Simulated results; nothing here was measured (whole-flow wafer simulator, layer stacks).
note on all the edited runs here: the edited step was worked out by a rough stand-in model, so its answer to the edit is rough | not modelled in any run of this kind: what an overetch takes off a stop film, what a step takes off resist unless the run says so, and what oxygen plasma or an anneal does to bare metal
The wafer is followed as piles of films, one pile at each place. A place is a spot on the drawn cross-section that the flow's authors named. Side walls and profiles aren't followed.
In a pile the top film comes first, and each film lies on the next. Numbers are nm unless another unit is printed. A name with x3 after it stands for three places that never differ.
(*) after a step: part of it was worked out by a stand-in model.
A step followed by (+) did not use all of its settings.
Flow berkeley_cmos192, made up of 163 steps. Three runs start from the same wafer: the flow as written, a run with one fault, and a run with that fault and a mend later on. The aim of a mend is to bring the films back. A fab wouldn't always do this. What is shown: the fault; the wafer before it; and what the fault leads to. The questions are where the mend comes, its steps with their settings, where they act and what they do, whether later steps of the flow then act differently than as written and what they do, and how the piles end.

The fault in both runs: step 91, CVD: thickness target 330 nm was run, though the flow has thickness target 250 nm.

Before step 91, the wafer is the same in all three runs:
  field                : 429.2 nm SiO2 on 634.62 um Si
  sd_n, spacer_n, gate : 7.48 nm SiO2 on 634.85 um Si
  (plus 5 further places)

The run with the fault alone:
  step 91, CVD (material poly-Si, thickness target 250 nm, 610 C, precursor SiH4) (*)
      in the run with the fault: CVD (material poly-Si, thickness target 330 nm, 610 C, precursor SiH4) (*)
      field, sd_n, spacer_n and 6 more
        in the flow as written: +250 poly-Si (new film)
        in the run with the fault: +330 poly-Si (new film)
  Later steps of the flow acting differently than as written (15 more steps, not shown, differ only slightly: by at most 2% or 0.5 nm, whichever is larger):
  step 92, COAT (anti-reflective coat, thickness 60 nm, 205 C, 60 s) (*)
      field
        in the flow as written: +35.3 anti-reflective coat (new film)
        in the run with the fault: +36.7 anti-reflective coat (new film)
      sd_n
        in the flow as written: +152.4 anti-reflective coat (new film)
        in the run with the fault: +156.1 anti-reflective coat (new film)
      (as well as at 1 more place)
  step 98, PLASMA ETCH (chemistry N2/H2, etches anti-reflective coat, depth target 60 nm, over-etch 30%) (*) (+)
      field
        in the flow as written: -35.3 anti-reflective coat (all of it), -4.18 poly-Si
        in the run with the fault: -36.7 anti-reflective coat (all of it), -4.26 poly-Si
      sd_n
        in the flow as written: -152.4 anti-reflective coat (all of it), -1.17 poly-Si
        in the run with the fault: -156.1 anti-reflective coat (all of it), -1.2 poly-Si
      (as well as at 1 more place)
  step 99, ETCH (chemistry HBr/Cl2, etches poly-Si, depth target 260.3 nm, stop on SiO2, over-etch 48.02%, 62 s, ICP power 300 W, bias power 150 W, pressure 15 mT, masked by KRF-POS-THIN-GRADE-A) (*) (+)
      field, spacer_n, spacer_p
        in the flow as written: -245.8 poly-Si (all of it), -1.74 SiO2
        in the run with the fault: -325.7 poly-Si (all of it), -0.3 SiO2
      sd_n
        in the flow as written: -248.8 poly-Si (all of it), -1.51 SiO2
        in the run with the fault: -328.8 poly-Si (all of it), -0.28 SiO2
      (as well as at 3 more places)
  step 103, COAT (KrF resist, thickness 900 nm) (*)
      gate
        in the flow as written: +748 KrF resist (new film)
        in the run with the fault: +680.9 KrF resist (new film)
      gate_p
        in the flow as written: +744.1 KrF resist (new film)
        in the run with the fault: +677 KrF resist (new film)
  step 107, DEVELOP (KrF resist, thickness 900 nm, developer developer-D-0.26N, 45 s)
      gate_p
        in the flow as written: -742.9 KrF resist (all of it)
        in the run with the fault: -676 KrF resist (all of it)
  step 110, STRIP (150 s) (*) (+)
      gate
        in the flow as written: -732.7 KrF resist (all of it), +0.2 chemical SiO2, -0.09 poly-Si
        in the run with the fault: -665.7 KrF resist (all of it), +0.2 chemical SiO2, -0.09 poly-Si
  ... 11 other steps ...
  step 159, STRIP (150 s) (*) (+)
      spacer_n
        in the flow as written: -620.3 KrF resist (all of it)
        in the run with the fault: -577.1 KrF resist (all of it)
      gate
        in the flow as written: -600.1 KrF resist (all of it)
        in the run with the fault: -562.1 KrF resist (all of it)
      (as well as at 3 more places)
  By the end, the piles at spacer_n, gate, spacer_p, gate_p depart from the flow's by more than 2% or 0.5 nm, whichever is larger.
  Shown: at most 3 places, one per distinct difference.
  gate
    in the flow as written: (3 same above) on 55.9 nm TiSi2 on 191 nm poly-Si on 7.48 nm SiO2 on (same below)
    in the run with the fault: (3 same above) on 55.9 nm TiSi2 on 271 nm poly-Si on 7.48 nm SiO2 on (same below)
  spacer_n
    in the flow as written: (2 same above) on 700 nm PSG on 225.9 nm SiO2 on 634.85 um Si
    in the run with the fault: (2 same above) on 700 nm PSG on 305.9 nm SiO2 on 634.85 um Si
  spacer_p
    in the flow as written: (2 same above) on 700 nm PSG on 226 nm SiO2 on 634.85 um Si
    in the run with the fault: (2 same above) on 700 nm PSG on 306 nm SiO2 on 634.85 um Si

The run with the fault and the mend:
  The mend follows step 91.
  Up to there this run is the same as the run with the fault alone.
  step 91a, ETCH (chemistry tmah, depth target 379.5 nm)
      field, sd_n, spacer_n and 6 more
        -330 poly-Si (all of it)
  step 91b, CLEAN (chemistry SPM) (the flow's step 87, run once more)
      does not change any film at any place that is followed
  step 91c, CVD (material poly-Si, thickness target 250 nm, 610 C, precursor SiH4) (*) (the flow's step 91, run once more)
      field, sd_n, spacer_n and 6 more
        +250 poly-Si (new film)
  None of the later steps of the flow acts differently than as written at any place that is followed.
  By the end, the piles equal the flow's at every place that both follow.
